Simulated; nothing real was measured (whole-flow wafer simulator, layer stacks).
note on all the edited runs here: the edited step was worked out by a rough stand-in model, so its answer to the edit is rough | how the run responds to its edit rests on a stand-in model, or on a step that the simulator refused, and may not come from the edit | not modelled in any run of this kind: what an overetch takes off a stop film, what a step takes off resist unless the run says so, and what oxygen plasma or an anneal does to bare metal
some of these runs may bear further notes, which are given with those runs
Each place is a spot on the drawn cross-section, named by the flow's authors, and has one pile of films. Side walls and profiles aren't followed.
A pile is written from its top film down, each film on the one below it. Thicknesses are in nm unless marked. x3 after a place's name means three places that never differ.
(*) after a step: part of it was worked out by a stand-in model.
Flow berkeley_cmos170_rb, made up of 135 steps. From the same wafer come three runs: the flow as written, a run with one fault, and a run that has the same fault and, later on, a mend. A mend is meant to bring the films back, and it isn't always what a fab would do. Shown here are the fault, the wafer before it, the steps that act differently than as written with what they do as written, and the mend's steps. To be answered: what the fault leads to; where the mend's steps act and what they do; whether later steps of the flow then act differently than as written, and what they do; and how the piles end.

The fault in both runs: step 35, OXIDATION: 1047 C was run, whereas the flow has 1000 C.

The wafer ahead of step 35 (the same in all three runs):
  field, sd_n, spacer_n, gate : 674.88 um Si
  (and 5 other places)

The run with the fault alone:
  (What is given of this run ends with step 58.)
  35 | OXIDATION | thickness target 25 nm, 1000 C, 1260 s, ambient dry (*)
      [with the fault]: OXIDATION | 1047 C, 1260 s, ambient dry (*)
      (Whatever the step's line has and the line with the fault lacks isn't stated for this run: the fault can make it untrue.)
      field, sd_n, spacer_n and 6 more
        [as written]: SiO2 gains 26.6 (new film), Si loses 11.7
        [with the fault]: SiO2 gains 39.6 (new film), Si loses 17.4
  Steps further on in the flow that do not act as written:
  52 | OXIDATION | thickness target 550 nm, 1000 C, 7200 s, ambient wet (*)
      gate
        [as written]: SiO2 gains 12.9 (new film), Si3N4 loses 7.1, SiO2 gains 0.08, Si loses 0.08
        [with the fault]: SiO2 gains 12.9 (new film), Si3N4 loses 7.1
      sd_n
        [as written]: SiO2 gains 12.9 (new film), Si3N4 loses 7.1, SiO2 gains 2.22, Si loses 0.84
        [with the fault]: SiO2 gains 12.9 (new film), Si3N4 loses 7.1, SiO2 gains 8.45, Si loses 3.49
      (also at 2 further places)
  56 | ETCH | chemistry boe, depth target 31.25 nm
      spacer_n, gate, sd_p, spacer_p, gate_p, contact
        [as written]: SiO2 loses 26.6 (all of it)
        [with the fault]: SiO2 loses 31.2
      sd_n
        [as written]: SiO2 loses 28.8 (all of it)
        [with the fault]: SiO2 loses 31.2
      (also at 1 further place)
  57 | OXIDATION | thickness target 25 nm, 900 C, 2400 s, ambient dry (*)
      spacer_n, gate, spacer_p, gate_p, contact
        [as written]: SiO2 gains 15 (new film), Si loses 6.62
        [with the fault]: SiO2 gains 12.4, Si loses 5.45
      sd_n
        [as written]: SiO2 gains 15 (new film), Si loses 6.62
        [with the fault]: SiO2 gains 10.8, Si loses 4.74
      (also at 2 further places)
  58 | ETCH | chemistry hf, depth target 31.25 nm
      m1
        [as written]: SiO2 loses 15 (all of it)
        [with the fault]: SiO2 loses 31.2
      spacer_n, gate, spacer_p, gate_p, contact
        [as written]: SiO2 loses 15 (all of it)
        [with the fault]: SiO2 loses 20.8 (all of it)
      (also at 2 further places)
  Once step 58 is done, the piles at m1 depart from the flow's by more than 2% or 0.5 nm, whichever is larger.
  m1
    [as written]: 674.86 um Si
    [with the fault]: 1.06 nm SiO2 on 674.85 um Si

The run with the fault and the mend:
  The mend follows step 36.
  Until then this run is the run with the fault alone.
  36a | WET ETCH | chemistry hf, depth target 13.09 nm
      field, sd_n, spacer_n and 6 more
        SiO2 loses 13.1
  Later steps of the flow that are run all act as written at every place that is followed, up to a difference of at most 2% or 0.5 nm, whichever is larger.
  When the end is reached, the piles differ only a little from the flow's at the places that both follow, at most by 2% or 0.5 nm, whichever is larger.
